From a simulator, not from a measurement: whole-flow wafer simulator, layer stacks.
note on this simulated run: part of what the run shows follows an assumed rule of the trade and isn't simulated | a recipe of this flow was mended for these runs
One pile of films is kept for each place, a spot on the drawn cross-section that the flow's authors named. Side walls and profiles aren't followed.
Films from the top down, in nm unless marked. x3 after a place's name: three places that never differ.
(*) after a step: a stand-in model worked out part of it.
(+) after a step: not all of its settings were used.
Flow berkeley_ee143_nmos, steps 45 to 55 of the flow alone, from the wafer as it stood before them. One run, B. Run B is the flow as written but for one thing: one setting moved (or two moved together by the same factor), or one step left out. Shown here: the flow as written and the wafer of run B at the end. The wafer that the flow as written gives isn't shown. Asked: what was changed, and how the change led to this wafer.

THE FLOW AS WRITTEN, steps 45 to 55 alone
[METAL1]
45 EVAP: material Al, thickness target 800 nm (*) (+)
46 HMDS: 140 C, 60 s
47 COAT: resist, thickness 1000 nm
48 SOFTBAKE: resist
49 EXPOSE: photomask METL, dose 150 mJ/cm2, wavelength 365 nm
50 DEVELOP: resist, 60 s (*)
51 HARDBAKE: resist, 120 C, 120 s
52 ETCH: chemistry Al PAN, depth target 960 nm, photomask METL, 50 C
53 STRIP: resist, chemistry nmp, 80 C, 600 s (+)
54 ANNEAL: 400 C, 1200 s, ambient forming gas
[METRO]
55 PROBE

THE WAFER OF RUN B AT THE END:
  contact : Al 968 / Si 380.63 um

The cause: step 45, EVAP: thickness target 968 nm was run, where the flow has thickness target 800 nm.
It can be read off the wafer: contact has Al 968, and step 45 as written asks for 800 nm.

How the change led to this, step by step:
  45 EVAP: material Al, thickness target 800 nm (*) (+)
      gate, sd, contact, field: Al +968 (new film) (as written it would be: Al +800 (new film))
  52 ETCH: chemistry Al PAN, depth target 960 nm, photomask METL, 50 C
      gate, sd, field: Al -954.7 (all of it) (as written it would be: Al -786.7 (all of it))
